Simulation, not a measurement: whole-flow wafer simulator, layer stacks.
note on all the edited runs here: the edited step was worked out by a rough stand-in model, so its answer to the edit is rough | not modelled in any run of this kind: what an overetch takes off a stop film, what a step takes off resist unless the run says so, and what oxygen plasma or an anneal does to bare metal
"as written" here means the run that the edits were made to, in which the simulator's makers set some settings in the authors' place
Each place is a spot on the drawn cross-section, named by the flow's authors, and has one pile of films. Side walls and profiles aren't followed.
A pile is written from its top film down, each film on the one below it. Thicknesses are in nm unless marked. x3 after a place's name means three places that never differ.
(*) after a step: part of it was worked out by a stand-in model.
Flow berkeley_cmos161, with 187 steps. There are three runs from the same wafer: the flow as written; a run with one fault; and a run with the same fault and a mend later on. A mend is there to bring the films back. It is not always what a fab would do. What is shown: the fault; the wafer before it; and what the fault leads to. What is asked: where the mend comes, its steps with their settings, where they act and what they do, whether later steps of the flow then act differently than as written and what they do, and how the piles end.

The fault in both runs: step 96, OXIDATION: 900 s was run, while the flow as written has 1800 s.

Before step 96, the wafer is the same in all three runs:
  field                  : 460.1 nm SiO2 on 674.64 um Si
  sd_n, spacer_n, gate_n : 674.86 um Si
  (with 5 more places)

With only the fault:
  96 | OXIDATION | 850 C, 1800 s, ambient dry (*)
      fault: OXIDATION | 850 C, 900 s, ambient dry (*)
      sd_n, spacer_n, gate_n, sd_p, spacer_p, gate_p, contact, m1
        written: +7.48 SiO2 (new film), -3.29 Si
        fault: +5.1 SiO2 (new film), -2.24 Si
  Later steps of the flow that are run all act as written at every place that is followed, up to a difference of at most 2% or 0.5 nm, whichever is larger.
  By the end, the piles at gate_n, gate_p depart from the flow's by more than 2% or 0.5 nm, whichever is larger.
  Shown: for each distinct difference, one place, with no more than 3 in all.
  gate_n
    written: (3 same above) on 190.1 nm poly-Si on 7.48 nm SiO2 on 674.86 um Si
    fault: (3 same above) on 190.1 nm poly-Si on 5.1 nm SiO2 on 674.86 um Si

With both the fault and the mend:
  The mend stands after step 96.
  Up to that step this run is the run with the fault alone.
  96a | OXIDATION | 850 C, 900 s, ambient dry (*) (the flow's step 96 again, with other settings)
      sd_n, spacer_n, gate_n, sd_p, spacer_p, gate_p, contact, m1
        +2.39 SiO2, -1.05 Si
      field
        +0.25 SiO2, -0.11 Si
  Later steps of the flow that are run all act as written at every place that is followed.
  The piles end the same as the flow's at every place that both follow.
